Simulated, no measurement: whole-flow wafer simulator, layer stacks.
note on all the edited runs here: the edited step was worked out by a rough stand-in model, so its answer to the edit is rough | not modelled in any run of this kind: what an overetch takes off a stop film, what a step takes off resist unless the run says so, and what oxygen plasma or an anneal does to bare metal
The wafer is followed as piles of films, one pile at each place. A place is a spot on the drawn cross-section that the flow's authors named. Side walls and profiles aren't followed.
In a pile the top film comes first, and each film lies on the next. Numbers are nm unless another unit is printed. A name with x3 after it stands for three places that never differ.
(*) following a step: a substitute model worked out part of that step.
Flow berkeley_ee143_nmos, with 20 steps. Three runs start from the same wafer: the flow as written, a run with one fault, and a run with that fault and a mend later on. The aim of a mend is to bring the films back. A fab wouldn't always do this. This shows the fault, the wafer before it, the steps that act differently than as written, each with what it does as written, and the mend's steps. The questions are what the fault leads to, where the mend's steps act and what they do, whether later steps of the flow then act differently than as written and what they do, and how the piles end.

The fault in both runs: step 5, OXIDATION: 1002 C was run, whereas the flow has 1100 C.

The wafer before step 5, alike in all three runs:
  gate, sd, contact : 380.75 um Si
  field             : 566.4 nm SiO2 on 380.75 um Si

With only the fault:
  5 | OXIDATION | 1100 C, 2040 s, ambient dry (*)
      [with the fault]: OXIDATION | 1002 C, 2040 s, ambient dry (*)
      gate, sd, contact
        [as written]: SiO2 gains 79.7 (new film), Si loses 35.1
        [with the fault]: SiO2 gains 35.3 (new film), Si loses 15.5
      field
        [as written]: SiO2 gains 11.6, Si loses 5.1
        [with the fault]: SiO2 gains 4.36, Si loses 1.92
  Steps further on in the flow that do not act as written (1 more step, not shown, differs only slightly: by at most 2% or 0.5 nm, whichever is larger):
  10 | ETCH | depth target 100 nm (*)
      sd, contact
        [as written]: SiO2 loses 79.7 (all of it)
        [with the fault]: SiO2 loses 35.3 (all of it)
  By the end, the piles at gate depart from the flow's by more than 2% or 0.5 nm, whichever is larger.
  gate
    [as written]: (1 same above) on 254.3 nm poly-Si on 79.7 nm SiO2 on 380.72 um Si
    [with the fault]: (1 same above) on 254.3 nm poly-Si on 35.3 nm SiO2 on 380.74 um Si

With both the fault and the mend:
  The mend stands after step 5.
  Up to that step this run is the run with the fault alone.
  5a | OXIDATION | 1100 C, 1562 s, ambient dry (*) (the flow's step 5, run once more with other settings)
      gate, sd, contact
        SiO2 gains 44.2, Si loses 19.5
      field
        SiO2 gains 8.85, Si loses 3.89
  None of the later steps of the flow differs from how it acts as written, at any place that is followed, by more than 2% or 0.5 nm, whichever is larger.
  When the end is reached, the piles differ only a little from the flow's at the places that both follow, at most by 2% or 0.5 nm, whichever is larger.
